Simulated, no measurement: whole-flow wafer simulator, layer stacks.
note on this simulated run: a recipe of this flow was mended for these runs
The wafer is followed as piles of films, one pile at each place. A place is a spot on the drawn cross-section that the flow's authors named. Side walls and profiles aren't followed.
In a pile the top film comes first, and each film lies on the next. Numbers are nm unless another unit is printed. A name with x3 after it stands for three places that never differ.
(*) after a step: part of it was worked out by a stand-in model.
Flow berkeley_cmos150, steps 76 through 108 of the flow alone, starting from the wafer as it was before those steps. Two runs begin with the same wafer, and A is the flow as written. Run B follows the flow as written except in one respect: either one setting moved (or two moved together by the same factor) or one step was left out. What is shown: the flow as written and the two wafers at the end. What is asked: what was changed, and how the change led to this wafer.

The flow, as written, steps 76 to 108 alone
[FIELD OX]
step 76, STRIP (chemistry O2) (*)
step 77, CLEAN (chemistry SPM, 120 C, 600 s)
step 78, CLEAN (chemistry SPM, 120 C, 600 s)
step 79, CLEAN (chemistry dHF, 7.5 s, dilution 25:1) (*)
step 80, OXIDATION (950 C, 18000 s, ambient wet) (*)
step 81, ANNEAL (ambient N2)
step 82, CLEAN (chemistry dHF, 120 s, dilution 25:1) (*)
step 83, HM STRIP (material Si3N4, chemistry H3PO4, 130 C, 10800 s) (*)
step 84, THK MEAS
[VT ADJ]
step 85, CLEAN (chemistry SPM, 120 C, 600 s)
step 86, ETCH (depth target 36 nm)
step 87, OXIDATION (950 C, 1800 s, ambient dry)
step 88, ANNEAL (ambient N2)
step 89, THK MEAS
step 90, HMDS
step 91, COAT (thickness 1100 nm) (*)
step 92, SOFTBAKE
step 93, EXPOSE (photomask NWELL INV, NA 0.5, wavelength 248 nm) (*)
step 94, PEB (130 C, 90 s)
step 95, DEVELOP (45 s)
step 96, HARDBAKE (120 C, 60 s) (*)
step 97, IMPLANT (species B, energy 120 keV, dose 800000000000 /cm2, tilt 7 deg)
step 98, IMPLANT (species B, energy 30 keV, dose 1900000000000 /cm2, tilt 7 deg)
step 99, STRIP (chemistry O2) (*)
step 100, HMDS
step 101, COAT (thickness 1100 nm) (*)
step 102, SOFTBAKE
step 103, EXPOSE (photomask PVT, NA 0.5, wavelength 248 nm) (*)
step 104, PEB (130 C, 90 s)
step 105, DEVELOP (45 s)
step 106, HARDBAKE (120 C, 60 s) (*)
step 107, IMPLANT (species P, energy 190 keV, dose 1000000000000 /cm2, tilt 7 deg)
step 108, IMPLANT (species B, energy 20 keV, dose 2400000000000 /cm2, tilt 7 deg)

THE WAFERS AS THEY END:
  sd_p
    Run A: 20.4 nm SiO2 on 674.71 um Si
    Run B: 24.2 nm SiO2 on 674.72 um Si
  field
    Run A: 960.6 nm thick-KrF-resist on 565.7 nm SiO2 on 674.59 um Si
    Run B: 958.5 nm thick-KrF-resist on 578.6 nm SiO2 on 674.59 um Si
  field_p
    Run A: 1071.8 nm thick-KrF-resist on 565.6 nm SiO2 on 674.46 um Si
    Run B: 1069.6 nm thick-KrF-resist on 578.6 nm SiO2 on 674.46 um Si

The reason: step 86, ETCH: depth target 23 nm was run, though the flow has depth target 36 nm.

How this came from the change, step by step:
  step 86, ETCH (depth target 36 nm)
      gate_n, sd_p, gate_p, contact, m1: A SiO2 loses 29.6 (all of it) | B SiO2 loses 23
      field, field_p, sd_n: A SiO2 loses 36 | B SiO2 loses 23
  step 87, OXIDATION (950 C, 1800 s, ambient dry)
      gate_n, sd_p, gate_p, contact, m1: A SiO2 gains 20.4 (new film), Si loses 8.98 | B SiO2 gains 17.6, Si loses 7.75
      sd_n: A SiO2 gains 12.1, Si loses 5.32 | B SiO2 gains 9.13, Si loses 4.02
